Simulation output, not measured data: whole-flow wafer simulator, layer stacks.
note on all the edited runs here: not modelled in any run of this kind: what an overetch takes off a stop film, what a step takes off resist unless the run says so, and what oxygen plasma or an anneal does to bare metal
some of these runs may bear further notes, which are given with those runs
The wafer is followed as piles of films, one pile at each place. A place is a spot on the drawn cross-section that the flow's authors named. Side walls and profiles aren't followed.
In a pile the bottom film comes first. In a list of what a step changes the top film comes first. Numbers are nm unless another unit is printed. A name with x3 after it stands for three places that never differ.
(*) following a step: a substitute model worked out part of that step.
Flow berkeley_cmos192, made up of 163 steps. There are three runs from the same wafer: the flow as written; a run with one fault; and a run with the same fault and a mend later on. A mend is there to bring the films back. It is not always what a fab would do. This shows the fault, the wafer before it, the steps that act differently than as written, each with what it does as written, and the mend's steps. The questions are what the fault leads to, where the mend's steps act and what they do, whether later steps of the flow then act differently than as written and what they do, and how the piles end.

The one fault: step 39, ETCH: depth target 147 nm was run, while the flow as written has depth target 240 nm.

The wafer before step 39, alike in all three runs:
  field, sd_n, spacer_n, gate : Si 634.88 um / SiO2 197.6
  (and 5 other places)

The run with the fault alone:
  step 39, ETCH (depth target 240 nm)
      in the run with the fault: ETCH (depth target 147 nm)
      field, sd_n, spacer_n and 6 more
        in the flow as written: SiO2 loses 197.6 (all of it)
        in the run with the fault: SiO2 loses 147
  Later steps of the flow acting differently than as written (39 more steps, not shown, differ only slightly: by at most 2% or 0.5 nm, whichever is larger):
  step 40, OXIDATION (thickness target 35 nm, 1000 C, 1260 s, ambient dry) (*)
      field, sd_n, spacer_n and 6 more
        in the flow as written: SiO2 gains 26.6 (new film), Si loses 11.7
        in the run with the fault: SiO2 gains 15.5, Si loses 6.82
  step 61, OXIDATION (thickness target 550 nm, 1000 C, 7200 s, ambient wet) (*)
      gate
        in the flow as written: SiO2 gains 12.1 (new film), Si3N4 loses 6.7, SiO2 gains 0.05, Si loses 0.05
        in the run with the fault: SiO2 gains 12.1 (new film), Si3N4 loses 6.7
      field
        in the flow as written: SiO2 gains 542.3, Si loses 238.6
        in the run with the fault: SiO2 gains 516.4, Si loses 227.2
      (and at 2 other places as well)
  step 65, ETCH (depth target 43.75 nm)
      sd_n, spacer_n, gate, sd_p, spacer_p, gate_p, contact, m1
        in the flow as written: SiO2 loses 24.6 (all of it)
        in the run with the fault: SiO2 loses 43.8
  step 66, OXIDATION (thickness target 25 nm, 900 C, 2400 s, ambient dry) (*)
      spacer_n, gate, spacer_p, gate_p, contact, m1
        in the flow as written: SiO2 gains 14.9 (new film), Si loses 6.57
        in the run with the fault: SiO2 gains 10.4, Si loses 4.56
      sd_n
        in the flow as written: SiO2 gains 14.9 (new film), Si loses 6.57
        in the run with the fault: SiO2 gains 9.79, Si loses 4.31
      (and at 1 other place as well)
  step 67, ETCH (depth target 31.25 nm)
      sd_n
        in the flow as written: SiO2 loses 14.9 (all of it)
        in the run with the fault: SiO2 loses 31.3
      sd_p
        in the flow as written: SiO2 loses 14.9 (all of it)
        in the run with the fault: SiO2 loses 31.2
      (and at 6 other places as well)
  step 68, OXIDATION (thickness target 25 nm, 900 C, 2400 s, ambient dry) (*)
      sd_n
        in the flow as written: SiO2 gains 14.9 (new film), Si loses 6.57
        in the run with the fault: SiO2 gains 11.5, Si loses 5.06
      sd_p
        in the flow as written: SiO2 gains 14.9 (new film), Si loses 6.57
        in the run with the fault: SiO2 gains 11.4, Si loses 5.03
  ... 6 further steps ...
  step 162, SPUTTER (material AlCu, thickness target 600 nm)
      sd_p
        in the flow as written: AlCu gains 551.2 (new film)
        in the run with the fault: AlCu gains 537.6 (new film)
  The piles end different from the flow's at field, sd_p by more than 2% or 0.5 nm, whichever is larger.
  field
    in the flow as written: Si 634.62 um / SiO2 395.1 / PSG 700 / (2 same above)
    in the run with the fault: Si 634.64 um / SiO2 408.5 / PSG 700 / (2 same above)
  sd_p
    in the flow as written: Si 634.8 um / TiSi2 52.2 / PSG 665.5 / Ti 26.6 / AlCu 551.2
    in the run with the fault: Si 634.8 um / TiSi2 51.6 / PSG 660.6 / Ti 26.2 / AlCu 537.6

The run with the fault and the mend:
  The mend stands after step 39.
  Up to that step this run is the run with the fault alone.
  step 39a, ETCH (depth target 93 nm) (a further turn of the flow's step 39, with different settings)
      field, sd_n, spacer_n and 6 more
        SiO2 loses 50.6 (all of it)
  None of the later steps of the flow acts differently than as written at any place that is followed.
  By the end, the piles equal the flow's at every place that both follow.
